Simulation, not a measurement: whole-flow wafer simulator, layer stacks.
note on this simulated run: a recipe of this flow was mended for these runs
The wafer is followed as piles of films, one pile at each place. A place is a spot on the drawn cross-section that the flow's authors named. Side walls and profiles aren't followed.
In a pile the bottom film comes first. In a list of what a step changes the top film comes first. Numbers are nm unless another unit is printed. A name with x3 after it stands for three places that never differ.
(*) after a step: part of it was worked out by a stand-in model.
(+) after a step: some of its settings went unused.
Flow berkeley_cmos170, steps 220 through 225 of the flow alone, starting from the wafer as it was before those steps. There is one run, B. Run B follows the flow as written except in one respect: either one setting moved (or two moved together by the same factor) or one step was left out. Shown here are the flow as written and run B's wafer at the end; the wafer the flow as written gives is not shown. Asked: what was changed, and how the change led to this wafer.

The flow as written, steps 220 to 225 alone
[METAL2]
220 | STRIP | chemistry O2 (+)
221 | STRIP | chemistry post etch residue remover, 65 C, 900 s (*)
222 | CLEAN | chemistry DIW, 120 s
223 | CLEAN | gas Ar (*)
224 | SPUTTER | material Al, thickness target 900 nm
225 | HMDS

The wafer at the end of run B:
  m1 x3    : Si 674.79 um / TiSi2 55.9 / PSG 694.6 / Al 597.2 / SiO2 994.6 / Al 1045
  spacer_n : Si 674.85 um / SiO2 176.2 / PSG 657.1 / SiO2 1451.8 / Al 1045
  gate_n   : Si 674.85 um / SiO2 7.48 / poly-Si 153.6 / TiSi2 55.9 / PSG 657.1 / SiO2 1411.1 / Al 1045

Cause: step 224, SPUTTER: thickness target 1045 nm was run, whereas the flow has thickness target 900 nm.
One can read it off the wafer: m1 x3 has Al 1045, and step 224 as written asks for 900 nm.

How this came from the change, step by step:
  224 | SPUTTER | material Al, thickness target 900 nm
      field, mark, sd_n and 9 more: Al gains 1045 (new film) (as written it would have been: Al gains 900 (new film))
      via1: Al gains 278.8 (as written it would have been: Al gains 259.4)
